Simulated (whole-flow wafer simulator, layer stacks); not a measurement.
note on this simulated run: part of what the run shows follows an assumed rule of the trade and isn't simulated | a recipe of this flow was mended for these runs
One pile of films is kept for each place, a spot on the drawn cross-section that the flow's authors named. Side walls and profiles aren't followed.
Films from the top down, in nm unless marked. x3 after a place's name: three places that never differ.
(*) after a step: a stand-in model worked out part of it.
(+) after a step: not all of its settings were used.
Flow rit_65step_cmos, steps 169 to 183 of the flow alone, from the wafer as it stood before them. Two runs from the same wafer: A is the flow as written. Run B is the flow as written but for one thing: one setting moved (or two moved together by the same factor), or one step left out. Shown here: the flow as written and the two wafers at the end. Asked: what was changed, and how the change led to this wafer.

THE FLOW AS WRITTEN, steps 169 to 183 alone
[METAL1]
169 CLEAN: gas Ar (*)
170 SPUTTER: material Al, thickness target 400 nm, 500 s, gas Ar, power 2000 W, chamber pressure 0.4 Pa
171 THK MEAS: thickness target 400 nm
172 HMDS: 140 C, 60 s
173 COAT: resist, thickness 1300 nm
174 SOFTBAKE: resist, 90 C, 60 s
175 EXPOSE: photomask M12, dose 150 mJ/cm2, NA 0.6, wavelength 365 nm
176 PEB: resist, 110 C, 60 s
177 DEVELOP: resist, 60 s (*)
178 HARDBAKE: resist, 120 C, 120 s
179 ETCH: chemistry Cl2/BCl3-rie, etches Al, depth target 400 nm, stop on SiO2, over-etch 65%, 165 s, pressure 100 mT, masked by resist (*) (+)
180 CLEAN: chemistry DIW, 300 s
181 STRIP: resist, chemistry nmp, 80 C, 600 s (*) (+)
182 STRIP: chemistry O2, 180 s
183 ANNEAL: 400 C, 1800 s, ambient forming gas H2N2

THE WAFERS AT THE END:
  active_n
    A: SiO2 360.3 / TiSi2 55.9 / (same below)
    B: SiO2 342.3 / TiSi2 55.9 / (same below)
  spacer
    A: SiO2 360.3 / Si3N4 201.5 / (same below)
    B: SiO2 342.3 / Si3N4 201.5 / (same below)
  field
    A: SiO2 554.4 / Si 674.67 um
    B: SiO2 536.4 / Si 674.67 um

The cause: step 170, SPUTTER: thickness target 256 nm was run, where the flow has thickness target 400 nm; step 170, SPUTTER: 320 s was run, where the flow has 500 s.

How the change led to this, step by step:
  170 SPUTTER: material Al, thickness target 400 nm, 500 s, gas Ar, power 2000 W, chamber pressure 0.4 Pa
      field, field_pw, field_nw and 10 more: A Al +400 (new film) | B Al +256 (new film)
      contact: A Al +255.4 (new film) | B Al +168.3 (new film)
  173 COAT: resist, thickness 1300 nm
      contact: A resist +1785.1 (new film) | B resist +1727.2 (new film)
  176 PEB: resist, 110 C, 60 s
      contact: A resist -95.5 | B resist -92.2
  178 HARDBAKE: resist, 120 C, 120 s
      contact: A resist -62.1 | B resist -59.9
  179 ETCH: chemistry Cl2/BCl3-rie, etches Al, depth target 400 nm, stop on SiO2, over-etch 65%, 165 s, pressure 100 mT, masked by resist (*) (+)
      field, field_pw, field_nw and 9 more: A Al -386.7 (all of it), SiO2 -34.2 | B Al -242.7 (all of it), SiO2 -52.2
  181 STRIP: resist, chemistry nmp, 80 C, 600 s (*) (+)
      contact: A resist -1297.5 (all of it) | B resist -1245.1 (all of it)
